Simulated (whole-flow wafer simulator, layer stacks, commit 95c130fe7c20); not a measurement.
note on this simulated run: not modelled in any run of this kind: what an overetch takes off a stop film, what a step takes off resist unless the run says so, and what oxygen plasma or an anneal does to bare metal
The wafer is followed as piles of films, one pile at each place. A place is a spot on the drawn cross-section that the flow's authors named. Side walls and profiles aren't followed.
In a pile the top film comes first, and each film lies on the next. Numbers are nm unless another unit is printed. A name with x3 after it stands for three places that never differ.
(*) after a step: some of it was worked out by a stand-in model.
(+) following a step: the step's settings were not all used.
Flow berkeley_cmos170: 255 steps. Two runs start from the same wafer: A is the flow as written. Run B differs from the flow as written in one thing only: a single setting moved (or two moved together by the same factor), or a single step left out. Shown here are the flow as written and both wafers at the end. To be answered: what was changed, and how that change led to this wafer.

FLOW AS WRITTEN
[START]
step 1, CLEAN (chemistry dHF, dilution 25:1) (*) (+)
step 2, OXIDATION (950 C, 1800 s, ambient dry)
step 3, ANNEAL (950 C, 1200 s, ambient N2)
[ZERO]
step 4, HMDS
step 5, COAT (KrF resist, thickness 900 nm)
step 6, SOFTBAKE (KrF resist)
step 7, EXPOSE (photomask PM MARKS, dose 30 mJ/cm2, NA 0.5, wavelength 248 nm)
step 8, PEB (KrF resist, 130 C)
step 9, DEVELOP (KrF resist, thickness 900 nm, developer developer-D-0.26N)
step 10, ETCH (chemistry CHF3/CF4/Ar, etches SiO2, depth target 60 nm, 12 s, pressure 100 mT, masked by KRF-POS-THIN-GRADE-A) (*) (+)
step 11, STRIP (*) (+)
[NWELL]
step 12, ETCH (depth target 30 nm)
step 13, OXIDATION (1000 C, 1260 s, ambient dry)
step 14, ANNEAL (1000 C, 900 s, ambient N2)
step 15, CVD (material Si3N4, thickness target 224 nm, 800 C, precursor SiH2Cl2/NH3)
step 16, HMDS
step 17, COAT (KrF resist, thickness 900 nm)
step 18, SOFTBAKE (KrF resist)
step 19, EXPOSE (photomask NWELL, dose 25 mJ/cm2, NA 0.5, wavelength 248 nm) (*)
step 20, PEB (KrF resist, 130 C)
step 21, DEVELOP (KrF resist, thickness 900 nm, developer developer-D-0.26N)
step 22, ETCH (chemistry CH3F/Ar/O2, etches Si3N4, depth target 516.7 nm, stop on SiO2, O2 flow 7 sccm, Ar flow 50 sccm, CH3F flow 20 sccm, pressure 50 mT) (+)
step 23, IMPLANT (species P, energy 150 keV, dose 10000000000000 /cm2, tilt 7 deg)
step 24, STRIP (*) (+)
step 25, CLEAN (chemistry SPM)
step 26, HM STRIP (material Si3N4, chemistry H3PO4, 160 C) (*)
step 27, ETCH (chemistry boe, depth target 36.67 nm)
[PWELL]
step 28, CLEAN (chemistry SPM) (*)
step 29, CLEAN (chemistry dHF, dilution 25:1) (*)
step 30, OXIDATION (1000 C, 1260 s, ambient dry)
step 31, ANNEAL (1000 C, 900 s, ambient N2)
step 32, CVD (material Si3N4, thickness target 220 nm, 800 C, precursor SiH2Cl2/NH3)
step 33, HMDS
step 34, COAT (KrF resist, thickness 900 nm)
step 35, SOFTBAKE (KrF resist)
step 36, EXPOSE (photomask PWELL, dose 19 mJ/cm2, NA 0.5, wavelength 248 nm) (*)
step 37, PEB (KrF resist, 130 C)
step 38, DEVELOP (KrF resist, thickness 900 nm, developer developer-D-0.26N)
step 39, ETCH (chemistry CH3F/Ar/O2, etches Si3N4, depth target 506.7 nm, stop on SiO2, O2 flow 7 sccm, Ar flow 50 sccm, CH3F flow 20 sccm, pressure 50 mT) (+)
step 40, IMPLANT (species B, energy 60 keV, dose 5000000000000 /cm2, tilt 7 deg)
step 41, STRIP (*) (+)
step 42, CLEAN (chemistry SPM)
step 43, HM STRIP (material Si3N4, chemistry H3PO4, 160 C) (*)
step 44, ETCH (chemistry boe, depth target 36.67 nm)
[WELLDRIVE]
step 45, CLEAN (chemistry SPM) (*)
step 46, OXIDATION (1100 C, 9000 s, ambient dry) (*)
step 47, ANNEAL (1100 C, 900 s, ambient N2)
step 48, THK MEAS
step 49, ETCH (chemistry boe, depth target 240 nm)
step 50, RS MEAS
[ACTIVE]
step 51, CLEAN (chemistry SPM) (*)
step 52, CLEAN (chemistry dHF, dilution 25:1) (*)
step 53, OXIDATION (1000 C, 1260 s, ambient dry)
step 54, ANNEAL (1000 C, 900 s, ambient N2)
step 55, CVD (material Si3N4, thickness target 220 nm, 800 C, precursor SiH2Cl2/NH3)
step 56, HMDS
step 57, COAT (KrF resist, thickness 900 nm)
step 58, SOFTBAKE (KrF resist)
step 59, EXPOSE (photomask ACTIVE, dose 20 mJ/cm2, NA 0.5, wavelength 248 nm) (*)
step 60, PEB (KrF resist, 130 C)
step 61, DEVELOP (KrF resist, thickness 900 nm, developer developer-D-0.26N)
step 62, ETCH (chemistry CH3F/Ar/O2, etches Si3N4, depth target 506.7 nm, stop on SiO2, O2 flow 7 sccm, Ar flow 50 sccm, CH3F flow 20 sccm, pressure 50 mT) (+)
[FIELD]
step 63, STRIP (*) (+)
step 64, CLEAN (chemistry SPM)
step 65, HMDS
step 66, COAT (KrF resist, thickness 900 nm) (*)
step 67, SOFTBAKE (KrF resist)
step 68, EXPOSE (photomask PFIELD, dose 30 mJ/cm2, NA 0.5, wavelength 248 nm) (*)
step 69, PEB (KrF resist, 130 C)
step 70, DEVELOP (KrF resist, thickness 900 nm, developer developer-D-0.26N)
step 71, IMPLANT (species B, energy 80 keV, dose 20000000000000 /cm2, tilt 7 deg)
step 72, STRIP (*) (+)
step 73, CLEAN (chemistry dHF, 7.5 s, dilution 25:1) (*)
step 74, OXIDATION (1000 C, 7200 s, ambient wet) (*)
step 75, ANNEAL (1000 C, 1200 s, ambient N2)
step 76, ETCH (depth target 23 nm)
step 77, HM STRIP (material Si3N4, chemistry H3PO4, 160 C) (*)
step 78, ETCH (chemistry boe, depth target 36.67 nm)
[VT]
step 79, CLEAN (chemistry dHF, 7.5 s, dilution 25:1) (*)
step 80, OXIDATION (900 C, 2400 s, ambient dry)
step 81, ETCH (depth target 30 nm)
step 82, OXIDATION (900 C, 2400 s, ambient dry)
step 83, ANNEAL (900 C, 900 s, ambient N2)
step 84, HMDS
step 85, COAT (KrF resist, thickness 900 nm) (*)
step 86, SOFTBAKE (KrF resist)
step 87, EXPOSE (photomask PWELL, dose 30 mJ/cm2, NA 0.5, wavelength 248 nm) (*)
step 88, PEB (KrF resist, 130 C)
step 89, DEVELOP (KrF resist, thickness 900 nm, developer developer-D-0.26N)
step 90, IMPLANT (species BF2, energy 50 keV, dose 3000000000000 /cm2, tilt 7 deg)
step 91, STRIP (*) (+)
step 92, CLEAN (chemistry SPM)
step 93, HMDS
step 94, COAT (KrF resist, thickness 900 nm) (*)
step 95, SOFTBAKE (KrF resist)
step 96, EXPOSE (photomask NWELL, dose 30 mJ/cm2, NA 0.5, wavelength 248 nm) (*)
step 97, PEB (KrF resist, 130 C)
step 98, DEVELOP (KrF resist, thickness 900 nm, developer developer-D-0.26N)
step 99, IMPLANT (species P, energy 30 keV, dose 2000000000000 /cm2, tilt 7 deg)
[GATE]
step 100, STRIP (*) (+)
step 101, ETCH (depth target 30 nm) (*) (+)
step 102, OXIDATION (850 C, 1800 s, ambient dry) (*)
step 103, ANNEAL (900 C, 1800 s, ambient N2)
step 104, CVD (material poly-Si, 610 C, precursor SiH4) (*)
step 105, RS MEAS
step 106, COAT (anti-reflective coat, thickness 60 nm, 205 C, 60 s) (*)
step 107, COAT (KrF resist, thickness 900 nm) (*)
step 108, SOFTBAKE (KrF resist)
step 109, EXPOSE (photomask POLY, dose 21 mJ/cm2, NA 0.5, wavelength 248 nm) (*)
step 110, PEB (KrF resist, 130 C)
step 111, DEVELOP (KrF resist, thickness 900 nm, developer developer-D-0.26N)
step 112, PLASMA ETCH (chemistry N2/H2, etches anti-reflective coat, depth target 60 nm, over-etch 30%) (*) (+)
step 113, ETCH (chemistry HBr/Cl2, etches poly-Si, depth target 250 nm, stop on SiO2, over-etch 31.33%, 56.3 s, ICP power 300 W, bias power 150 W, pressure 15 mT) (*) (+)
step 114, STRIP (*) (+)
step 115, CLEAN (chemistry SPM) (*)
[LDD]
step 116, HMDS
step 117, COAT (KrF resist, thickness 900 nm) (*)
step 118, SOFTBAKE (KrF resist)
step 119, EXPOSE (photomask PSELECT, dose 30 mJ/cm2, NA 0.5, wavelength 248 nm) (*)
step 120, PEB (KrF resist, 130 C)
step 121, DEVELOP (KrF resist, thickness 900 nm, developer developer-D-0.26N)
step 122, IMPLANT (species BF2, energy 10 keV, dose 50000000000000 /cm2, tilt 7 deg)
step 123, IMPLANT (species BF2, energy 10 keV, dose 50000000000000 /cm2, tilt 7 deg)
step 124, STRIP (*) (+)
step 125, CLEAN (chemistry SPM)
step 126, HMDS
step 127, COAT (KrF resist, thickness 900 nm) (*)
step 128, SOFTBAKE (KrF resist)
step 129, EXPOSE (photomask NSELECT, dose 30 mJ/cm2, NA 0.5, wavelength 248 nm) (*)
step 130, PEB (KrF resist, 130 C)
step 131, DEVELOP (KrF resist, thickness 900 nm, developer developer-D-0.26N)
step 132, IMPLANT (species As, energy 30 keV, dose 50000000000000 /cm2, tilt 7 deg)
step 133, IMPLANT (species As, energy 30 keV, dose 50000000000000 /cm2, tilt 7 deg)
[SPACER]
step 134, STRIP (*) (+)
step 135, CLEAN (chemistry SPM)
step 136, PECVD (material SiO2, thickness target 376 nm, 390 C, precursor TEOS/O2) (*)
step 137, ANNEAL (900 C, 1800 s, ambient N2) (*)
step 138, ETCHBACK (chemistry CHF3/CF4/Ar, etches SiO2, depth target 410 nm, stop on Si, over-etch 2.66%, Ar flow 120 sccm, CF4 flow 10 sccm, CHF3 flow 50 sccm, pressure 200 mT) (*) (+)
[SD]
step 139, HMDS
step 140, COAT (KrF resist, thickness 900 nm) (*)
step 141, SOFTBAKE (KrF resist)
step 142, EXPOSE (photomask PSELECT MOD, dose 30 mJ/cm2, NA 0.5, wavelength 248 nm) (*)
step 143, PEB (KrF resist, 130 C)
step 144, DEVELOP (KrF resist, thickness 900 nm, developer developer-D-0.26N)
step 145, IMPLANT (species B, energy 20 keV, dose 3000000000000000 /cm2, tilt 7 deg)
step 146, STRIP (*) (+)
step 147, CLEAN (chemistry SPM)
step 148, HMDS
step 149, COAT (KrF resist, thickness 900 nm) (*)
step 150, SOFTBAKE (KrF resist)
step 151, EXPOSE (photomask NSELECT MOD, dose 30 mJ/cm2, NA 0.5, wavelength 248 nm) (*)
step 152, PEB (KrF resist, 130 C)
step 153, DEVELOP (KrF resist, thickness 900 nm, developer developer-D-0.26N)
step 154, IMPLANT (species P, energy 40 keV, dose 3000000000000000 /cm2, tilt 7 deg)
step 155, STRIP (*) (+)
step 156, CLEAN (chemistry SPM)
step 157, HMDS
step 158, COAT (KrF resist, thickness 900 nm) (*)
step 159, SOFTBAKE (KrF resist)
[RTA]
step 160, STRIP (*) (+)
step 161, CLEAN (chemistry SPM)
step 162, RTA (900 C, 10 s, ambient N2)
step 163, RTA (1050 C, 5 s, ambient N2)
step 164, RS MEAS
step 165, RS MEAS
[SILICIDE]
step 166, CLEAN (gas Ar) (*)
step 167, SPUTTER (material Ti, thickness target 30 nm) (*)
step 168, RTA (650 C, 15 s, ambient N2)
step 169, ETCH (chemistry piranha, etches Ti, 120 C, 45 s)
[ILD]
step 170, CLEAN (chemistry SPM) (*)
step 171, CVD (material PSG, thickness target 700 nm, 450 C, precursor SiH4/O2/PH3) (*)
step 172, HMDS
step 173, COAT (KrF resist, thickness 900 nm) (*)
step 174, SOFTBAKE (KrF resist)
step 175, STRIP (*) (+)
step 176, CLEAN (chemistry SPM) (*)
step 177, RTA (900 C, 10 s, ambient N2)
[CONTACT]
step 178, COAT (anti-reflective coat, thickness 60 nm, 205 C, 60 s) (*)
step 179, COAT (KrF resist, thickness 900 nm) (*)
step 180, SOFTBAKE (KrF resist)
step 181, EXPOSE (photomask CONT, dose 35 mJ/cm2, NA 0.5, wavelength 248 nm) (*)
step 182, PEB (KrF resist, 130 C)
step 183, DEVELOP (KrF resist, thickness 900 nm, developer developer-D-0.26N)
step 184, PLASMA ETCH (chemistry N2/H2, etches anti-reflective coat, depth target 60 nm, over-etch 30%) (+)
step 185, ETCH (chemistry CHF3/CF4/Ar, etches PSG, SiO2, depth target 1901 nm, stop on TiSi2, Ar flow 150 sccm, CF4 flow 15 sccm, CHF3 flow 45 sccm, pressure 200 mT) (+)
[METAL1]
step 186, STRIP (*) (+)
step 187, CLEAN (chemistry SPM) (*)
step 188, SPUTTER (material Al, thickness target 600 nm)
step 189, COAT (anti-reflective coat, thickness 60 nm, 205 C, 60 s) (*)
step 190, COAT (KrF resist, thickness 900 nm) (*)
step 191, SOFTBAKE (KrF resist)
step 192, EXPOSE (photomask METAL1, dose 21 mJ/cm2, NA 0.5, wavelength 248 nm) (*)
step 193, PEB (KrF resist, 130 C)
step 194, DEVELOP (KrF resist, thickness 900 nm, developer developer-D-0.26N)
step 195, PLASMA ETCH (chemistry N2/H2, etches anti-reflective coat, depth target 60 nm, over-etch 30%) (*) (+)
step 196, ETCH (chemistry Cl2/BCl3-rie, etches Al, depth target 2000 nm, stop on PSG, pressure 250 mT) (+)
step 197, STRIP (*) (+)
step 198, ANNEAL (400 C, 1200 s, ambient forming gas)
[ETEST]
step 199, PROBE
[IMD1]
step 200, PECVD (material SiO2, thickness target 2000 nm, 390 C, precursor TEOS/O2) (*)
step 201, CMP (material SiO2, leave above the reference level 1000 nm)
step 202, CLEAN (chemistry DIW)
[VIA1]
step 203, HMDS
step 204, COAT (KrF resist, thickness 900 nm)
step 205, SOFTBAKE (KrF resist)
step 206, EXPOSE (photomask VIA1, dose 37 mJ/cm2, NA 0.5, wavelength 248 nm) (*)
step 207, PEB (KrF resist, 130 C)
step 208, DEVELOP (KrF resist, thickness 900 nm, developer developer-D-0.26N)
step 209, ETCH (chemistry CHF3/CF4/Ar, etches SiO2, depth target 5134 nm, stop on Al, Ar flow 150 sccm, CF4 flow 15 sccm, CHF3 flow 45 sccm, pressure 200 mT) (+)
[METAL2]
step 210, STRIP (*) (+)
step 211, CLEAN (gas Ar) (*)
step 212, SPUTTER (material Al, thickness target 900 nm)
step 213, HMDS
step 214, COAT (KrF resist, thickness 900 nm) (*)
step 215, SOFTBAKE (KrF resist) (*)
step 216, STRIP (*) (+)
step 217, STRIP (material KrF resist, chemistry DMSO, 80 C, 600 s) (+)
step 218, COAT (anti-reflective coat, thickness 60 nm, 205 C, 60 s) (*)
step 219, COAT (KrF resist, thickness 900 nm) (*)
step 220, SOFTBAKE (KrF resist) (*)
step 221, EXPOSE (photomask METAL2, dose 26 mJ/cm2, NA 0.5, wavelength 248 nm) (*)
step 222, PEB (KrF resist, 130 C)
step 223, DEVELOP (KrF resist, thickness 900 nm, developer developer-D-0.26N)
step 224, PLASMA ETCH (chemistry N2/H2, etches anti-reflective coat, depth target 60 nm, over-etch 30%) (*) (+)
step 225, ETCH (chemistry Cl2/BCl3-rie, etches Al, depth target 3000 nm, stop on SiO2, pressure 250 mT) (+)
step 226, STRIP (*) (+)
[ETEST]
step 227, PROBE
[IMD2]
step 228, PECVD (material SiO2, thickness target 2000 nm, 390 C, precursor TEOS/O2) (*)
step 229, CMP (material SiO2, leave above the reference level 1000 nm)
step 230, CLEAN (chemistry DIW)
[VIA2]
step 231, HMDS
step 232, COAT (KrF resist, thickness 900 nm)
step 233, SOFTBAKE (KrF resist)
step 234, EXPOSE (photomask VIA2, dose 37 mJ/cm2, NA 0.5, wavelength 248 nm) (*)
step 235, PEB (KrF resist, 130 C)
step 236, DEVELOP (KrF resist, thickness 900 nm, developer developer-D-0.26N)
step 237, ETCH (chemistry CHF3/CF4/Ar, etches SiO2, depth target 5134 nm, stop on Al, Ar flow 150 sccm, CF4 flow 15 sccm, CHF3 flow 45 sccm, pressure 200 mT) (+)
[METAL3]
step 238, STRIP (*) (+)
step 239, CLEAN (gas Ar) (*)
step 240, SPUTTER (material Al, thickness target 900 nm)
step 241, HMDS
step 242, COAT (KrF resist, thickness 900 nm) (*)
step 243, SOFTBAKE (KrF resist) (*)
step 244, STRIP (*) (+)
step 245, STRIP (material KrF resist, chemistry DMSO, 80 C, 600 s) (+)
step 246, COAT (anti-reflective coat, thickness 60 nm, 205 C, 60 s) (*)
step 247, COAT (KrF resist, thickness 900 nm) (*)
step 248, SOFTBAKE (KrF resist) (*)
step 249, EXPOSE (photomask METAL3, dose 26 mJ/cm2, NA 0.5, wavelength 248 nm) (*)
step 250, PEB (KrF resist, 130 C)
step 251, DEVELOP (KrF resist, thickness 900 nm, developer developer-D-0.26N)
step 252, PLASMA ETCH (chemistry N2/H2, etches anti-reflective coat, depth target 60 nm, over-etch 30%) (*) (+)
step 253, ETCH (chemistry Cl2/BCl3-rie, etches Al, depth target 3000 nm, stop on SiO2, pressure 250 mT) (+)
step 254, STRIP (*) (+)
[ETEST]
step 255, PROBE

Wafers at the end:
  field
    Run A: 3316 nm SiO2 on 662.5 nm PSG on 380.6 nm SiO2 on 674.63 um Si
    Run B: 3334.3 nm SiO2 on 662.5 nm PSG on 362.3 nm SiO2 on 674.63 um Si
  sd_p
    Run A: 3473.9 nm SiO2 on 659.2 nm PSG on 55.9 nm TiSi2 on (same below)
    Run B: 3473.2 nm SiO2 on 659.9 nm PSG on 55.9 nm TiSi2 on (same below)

What caused this: step 78, ETCH: depth target 55 nm was run, though the flow has depth target 36.67 nm.

How this came from the change, step by step:
  step 78, ETCH (chemistry boe, depth target 36.67 nm)
      field: A SiO2 loses 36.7 | B SiO2 loses 55
  step 106, COAT (anti-reflective coat, thickness 60 nm, 205 C, 60 s) (*)
      sd_n: A anti-reflective coat gains 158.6 (new film) | B anti-reflective coat gains 146.2 (new film)
      spacer_n: A anti-reflective coat gains 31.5 (new film) | B anti-reflective coat gains 35.8 (new film)
      (and at 6 other places as well)
  step 112, PLASMA ETCH (chemistry N2/H2, etches anti-reflective coat, depth target 60 nm, over-etch 30%) (*) (+)
      sd_n: A anti-reflective coat loses 158.6 (all of it), poly-Si loses 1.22 | B anti-reflective coat loses 146.2 (all of it), poly-Si loses 1.12
      spacer_n: A anti-reflective coat loses 31.5 (all of it), poly-Si loses 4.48 | B anti-reflective coat loses 35.8 (all of it), poly-Si loses 3.96
      (and at 4 other places as well)
  step 114, STRIP (*) (+)
      gate_n: A chemical SiO2 gains 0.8 (new film), KrF resist loses 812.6 (all of it), anti-reflective coat loses 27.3 (all of it), poly-Si loses 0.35 | B chemical SiO2 gains 0.8 (new film), KrF resist loses 798.1 (all of it), anti-reflective coat loses 31.9 (all of it), poly-Si loses 0.35
      gate_p: A chemical SiO2 gains 0.8 (new film), KrF resist loses 782.1 (all of it), anti-reflective coat loses 29.6 (all of it), poly-Si loses 0.35 | B chemical SiO2 gains 0.8 (new film), KrF resist loses 772.7 (all of it), anti-reflective coat loses 32.8 (all of it), poly-Si loses 0.35
  step 178, COAT (anti-reflective coat, thickness 60 nm, 205 C, 60 s) (*)
      sd_n: A anti-reflective coat gains 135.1 (new film) | B anti-reflective coat gains 126.1 (new film)
      gate_n: A anti-reflective coat gains 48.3 (new film) | B anti-reflective coat gains 46.9 (new film)
      (and at 3 other places as well)
  step 186, STRIP (*) (+)
      sd_n: A KrF resist loses 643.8 (all of it), anti-reflective coat loses 135.1 (all of it) | B KrF resist loses 642.7 (all of it), anti-reflective coat loses 126.1 (all of it)
      gate_n: A KrF resist loses 553.1 (all of it), anti-reflective coat loses 48.3 (all of it) | B KrF resist loses 544.7 (all of it), anti-reflective coat loses 46.9 (all of it)
      (and at 3 other places as well)
  step 189, COAT (anti-reflective coat, thickness 60 nm, 205 C, 60 s) (*)
      gate_n: A anti-reflective coat gains 48 (new film) | B anti-reflective coat gains 47 (new film)
      sd_p: A anti-reflective coat gains 86.5 (new film) | B anti-reflective coat gains 84.6 (new film)
      (and at 2 other places as well)
  step 195, PLASMA ETCH (chemistry N2/H2, etches anti-reflective coat, depth target 60 nm, over-etch 30%) (*) (+)
      contact, m1, via1, m2, via2: A KrF resist loses 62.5 | B KrF resist loses 61.1
      gate_n: A anti-reflective coat loses 48 (all of it) | B anti-reflective coat loses 47 (all of it)
      (and at 1 other place as well)
  step 197, STRIP (*) (+)
      m1: A KrF resist loses 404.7 (all of it), anti-reflective coat loses 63 (all of it) | B KrF resist loses 400 (all of it), anti-reflective coat loses 64.3 (all of it)
      m2: A KrF resist loses 412.9 (all of it), anti-reflective coat loses 61.1 (all of it) | B KrF resist loses 406.8 (all of it), anti-reflective coat loses 63.4 (all of it)
  step 201, CMP (material SiO2, leave above the reference level 1000 nm)
      field: A SiO2 loses 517 | B SiO2 loses 498.7
